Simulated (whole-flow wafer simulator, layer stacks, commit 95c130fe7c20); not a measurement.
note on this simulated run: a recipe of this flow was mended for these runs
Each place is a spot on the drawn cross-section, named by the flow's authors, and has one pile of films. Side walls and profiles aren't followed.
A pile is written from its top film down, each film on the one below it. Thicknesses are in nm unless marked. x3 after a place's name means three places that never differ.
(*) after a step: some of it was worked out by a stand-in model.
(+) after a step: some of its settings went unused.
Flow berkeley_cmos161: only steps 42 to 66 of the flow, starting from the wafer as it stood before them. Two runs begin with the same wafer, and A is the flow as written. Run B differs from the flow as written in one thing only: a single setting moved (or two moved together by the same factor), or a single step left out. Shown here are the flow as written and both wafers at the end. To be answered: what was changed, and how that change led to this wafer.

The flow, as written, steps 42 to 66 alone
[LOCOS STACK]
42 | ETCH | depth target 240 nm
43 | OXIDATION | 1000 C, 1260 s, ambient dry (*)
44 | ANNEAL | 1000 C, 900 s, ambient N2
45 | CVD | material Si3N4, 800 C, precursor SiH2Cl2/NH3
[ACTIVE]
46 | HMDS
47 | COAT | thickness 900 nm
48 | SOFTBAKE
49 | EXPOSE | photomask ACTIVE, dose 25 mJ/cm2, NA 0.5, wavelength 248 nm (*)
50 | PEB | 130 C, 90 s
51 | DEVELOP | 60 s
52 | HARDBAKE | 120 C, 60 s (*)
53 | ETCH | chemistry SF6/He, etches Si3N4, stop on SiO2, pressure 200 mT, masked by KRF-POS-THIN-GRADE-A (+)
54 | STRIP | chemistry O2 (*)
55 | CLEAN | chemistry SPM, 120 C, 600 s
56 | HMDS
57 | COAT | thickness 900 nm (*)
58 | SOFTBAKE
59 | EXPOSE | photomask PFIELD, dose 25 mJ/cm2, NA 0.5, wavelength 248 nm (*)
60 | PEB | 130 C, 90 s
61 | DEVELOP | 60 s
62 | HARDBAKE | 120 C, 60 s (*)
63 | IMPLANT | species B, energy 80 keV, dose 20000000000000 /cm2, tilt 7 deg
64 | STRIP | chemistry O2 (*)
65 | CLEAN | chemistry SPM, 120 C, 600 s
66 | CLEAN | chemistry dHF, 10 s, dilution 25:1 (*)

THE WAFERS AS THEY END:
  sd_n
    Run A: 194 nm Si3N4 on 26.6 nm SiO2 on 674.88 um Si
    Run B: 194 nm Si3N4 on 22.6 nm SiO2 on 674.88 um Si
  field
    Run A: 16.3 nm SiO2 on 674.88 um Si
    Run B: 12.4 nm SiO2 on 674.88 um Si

The reason: step 43, OXIDATION: 929 s was run, while the flow as written has 1260 s.

The path from the change to this, step by step:
  43 | OXIDATION | 1000 C, 1260 s, ambient dry (*)
      field, sd_n, spacer_n and 6 more: A +26.6 SiO2 (new film), -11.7 Si | B +22.6 SiO2 (new film), -9.94 Si
